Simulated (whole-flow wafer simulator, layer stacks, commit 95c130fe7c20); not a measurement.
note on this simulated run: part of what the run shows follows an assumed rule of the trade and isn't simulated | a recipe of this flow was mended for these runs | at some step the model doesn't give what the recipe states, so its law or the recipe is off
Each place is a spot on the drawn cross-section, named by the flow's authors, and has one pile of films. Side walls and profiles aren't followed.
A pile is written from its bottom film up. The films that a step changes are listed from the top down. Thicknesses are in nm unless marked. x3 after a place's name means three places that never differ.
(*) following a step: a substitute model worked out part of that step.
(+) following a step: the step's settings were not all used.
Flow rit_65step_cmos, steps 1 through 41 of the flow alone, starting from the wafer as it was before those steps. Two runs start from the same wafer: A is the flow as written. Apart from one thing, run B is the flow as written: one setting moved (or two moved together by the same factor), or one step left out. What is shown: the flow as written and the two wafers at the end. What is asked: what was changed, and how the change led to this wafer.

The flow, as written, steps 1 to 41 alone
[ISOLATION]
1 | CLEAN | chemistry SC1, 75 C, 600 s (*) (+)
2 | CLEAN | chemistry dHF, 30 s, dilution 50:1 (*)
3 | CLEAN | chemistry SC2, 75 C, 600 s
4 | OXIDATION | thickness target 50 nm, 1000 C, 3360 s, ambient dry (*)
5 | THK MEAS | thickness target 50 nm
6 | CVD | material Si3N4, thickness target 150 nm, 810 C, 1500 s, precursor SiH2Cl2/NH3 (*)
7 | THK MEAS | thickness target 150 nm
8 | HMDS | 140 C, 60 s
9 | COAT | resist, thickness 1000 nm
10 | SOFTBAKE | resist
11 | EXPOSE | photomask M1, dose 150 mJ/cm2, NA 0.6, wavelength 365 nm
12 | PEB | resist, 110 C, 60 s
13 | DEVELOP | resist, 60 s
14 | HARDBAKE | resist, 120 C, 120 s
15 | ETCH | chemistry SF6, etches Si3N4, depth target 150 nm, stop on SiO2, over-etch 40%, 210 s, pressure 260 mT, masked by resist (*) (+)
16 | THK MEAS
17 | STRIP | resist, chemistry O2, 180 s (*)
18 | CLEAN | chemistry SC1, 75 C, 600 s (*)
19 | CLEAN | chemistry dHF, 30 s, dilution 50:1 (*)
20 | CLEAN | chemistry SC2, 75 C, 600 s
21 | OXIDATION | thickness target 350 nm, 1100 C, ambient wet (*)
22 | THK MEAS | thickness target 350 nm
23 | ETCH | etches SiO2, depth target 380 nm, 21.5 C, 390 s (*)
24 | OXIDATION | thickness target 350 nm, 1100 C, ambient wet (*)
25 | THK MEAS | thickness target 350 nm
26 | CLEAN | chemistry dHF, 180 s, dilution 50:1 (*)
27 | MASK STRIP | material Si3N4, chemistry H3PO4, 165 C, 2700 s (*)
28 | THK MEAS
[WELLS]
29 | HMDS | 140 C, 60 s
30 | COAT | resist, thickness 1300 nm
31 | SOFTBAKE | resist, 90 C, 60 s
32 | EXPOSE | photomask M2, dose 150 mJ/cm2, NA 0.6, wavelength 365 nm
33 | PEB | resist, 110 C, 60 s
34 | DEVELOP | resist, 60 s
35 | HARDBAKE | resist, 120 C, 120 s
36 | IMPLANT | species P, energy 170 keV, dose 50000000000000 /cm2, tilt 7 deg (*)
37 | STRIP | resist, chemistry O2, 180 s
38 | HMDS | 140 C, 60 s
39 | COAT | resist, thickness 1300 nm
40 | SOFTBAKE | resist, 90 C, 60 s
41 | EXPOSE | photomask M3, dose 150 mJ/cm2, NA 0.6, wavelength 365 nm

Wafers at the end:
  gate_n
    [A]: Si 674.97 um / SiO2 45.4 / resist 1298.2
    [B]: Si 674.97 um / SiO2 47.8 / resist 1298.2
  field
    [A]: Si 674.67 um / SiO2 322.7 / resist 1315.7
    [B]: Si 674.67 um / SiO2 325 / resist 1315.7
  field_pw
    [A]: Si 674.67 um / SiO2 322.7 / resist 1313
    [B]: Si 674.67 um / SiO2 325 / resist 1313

Cause: step 27, MASK STRIP: 2106 s was run, while the flow as written has 2700 s.

How this came from the change, step by step:
  27 | MASK STRIP | material Si3N4, chemistry H3PO4, 165 C, 2700 s (*)
      active_n, active_p, gate_n and 7 more: A Si3N4 loses 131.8 (all of it), SiO2 loses 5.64 | B Si3N4 loses 131.8 (all of it), SiO2 loses 3.29
      field, field_pw, field_nw, field_p: A SiO2 loses 10.7 | B SiO2 loses 8.32
